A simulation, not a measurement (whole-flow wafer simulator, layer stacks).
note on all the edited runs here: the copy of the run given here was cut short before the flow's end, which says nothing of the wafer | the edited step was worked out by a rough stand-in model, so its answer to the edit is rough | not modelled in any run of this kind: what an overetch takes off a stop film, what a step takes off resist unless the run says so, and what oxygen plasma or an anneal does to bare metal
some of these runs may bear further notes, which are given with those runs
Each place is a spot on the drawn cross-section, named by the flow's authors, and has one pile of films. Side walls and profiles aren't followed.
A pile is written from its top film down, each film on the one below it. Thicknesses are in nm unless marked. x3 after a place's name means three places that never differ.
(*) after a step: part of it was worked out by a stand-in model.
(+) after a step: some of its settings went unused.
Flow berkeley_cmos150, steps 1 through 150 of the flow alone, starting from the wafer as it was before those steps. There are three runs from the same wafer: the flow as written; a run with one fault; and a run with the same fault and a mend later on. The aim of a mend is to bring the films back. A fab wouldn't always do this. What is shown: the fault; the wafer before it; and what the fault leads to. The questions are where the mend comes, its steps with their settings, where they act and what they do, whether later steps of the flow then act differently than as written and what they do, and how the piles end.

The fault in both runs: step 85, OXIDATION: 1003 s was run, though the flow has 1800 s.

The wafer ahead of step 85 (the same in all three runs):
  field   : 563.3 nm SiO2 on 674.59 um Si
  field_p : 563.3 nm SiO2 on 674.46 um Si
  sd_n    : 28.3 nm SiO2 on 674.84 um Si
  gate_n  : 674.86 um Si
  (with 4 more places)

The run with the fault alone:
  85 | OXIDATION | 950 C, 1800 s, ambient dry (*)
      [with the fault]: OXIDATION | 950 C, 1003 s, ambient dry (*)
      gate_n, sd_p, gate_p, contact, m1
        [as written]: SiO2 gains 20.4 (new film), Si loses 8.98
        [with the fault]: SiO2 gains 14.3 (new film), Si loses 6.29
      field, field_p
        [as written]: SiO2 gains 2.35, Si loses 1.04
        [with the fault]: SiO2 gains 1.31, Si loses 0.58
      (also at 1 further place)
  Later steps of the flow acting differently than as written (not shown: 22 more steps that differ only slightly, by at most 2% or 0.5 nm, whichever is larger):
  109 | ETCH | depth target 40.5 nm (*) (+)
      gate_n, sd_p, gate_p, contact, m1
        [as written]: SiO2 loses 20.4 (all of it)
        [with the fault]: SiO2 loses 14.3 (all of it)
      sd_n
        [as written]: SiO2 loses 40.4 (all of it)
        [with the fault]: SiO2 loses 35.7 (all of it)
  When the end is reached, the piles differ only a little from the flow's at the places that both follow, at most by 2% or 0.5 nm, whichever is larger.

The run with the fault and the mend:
  The mend stands after step 94.
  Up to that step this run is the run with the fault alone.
  94a | STRIP (*) (+)
      field_p
        KrF resist loses 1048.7 (all of it)
      sd_p
        KrF resist loses 1274.9 (all of it)
      gate_p
        KrF resist loses 1249.5 (all of it)
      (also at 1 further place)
  94b | CLEAN | chemistry SPM, 600 s (a further turn of the flow's step 77)
      alters no film at any place that is followed
  94c | OXIDATION | 950 C, 695 s, ambient dry (*) (a further turn of the flow's step 85, with different settings)
      gate_n, sd_p, gate_p, contact, m1
        SiO2 gains 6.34, Si loses 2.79
      field, field_p
        SiO2 gains 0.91, Si loses 0.4
      sd_n
        SiO2 gains 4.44, Si loses 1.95
  94d | HMDS (a further turn of the flow's step 88)
      alters no film at any place that is followed
  94e | COAT | KrF resist, thickness 1100 nm (*) (a further turn of the flow's step 89)
      field
        KrF resist gains 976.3 (new film)
      field_p
        KrF resist gains 1087.8 (new film)
      sd_n
        KrF resist gains 1243.1 (new film)
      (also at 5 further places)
  94f | SOFTBAKE | KrF resist (a further turn of the flow's step 90)
      alters no film at any place that is followed
  94g | EXPOSE | photomask NWELL INV, NA 0.5, wavelength 248 nm (*) (a further turn of the flow's step 91)
      alters no film at any place that is followed
  94h | PEB | KrF resist, 110 C, 90 s (a further turn of the flow's step 92)
      field
        KrF resist loses 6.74
      field_p
        KrF resist loses 7.53
      sd_n
        KrF resist loses 8.63
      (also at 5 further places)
  94i | DEVELOP | KrF resist, thickness 1100 nm, developer developer-D-0.26N, 45 s (a further turn of the flow's step 93)
      field_p, sd_p, gate_p, m1
        KrF resist loses 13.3
      field
        KrF resist loses 969.5 (all of it)
      sd_n
        KrF resist loses 1234.5 (all of it)
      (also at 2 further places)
  94j | HARDBAKE | 120 C, 7200 s (a further turn of the flow's step 94)
      field_p
        KrF resist loses 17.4
      sd_p
        KrF resist loses 21.4
      gate_p
        KrF resist loses 20.9
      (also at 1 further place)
  None of the later steps of the flow differs from how it acts as written, at any place that is followed, by more than 2% or 0.5 nm, whichever is larger.
  When the end is reached, the piles differ only a little from the flow's at the places that both follow, at most by 2% or 0.5 nm, whichever is larger.
